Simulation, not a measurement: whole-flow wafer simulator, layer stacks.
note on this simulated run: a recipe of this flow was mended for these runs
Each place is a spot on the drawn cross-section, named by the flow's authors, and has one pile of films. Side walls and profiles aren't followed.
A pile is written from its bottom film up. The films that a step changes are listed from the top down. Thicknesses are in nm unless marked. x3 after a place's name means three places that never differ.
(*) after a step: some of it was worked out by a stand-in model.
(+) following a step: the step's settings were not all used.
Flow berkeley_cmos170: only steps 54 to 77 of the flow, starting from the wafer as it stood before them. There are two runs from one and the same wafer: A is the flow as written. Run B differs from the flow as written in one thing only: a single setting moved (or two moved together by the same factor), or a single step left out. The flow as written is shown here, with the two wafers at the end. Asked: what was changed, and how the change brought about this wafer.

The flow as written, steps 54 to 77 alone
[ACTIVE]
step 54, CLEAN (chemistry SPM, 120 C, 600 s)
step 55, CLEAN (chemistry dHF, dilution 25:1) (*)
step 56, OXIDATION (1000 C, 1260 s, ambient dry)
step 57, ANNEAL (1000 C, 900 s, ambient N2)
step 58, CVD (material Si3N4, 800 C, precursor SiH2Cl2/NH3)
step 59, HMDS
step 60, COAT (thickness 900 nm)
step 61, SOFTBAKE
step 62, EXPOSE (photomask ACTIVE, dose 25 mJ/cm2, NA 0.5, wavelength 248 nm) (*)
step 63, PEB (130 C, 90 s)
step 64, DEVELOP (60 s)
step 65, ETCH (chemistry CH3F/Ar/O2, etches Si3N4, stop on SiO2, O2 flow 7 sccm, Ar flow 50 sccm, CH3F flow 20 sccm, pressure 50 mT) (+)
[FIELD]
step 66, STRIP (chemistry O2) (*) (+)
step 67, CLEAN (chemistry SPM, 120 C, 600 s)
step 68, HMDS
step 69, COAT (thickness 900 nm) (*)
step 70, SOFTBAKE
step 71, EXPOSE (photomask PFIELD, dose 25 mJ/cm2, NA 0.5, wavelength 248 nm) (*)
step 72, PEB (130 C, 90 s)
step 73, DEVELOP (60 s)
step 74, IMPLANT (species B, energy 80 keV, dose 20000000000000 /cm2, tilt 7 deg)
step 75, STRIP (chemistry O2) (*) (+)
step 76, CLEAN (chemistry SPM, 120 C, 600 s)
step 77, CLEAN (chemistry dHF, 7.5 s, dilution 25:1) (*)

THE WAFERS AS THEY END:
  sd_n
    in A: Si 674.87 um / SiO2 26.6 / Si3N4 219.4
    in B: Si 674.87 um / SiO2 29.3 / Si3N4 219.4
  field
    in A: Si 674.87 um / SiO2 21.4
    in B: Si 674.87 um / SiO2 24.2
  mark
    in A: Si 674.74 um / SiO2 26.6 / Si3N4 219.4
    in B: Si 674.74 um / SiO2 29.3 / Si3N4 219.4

Cause: step 56, OXIDATION: 1512 s was run, whereas the flow has 1260 s.

Step by step, how the change led to this:
  step 56, OXIDATION (1000 C, 1260 s, ambient dry)
      field, mark, sd_n and 10 more: A SiO2 gains 26.6 (new film), Si loses 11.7 | B SiO2 gains 29.3 (new film), Si loses 12.9
